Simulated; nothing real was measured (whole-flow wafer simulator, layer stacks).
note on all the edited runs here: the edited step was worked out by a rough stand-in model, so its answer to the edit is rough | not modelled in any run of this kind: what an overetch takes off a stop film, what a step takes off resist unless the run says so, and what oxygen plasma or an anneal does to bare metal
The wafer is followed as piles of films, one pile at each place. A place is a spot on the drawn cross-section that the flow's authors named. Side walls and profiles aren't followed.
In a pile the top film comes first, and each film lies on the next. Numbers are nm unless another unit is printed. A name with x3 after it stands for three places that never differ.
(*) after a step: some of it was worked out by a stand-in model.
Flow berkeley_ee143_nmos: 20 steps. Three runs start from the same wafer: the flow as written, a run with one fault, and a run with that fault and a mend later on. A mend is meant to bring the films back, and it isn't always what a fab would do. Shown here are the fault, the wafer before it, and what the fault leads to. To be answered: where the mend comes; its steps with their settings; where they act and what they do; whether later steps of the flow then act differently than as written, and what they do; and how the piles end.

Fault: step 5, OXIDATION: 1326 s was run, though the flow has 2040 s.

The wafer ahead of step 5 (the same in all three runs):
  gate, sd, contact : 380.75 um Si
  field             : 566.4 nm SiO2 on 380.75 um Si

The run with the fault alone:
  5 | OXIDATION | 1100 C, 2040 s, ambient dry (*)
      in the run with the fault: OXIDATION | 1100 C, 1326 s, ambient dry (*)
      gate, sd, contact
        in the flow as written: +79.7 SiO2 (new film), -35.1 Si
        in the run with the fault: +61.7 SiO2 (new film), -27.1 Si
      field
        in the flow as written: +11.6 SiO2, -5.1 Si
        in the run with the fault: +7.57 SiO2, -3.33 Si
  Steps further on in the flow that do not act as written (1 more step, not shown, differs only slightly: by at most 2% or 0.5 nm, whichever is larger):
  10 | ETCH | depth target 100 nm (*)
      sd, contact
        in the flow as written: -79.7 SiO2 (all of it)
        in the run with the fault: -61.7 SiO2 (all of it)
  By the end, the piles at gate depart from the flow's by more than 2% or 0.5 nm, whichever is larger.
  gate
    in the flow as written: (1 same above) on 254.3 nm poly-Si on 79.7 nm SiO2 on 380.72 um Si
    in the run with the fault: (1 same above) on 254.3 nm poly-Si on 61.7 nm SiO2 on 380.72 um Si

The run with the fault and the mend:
  The mend stands after step 5.
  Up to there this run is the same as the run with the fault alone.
  5a | OXIDATION | 1100 C, 714 s, ambient dry (*) (the flow's step 5 again, with other settings)
      gate, sd, contact
        +18.1 SiO2, -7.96 Si
      field
        +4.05 SiO2, -1.78 Si
  Every later step of the flow that is run acts as written, at every place that is followed, to within 2% or 0.5 nm, whichever is larger.
  At the end the piles are close to the flow's at the places that both follow, differing by at most 2% or 0.5 nm, whichever is larger.
